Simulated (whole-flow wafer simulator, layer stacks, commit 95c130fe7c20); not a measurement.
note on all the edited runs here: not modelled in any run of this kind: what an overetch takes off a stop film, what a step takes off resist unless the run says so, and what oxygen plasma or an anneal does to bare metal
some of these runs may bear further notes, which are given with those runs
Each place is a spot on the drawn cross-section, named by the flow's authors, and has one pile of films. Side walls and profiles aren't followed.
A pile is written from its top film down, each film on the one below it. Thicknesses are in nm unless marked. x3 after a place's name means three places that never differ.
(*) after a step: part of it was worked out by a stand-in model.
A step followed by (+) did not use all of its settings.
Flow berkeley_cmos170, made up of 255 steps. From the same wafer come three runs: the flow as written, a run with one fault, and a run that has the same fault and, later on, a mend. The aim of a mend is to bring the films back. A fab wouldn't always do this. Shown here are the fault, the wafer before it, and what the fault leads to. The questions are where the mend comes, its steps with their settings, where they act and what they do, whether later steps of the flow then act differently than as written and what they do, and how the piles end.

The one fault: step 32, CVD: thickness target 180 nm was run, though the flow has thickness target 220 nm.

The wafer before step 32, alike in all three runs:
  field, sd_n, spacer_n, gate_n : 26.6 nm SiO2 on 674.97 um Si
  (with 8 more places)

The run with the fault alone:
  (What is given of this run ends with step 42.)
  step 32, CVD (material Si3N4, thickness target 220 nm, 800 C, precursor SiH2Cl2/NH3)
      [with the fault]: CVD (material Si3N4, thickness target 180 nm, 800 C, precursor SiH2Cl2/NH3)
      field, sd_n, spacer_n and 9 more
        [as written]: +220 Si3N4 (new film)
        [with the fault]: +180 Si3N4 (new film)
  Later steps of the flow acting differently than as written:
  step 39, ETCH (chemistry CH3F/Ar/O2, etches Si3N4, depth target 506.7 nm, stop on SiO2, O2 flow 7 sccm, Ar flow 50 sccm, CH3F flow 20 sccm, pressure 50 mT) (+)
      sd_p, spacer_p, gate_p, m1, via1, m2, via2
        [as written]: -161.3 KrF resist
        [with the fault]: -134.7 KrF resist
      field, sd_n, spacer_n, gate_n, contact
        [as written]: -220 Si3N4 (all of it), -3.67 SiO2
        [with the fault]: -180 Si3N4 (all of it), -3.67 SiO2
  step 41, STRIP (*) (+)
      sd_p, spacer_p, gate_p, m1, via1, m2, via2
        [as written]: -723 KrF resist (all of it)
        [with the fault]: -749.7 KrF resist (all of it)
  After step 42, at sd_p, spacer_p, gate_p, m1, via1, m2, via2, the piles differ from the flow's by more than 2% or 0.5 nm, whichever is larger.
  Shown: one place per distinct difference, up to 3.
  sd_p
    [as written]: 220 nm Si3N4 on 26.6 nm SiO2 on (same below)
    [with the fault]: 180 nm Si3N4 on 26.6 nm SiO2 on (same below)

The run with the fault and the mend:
  The mend follows step 32.
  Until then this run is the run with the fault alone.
  step 32a, ETCH (chemistry h3po4, depth target 207 nm)
      field, sd_n, spacer_n and 9 more
        -180 Si3N4 (all of it)
  step 32b, CLEAN (chemistry SPM) (the flow's step 25 again)
      does not change any film at any place that is followed
  step 32c, CVD (material Si3N4, thickness target 220 nm, 800 C, precursor SiH2Cl2/NH3) (the flow's step 32 again)
      field, sd_n, spacer_n and 9 more
        +220 Si3N4 (new film)
  Every later step of the flow that is run acts as written at every place that is followed.
  The piles end the same as the flow's at every place that both follow.
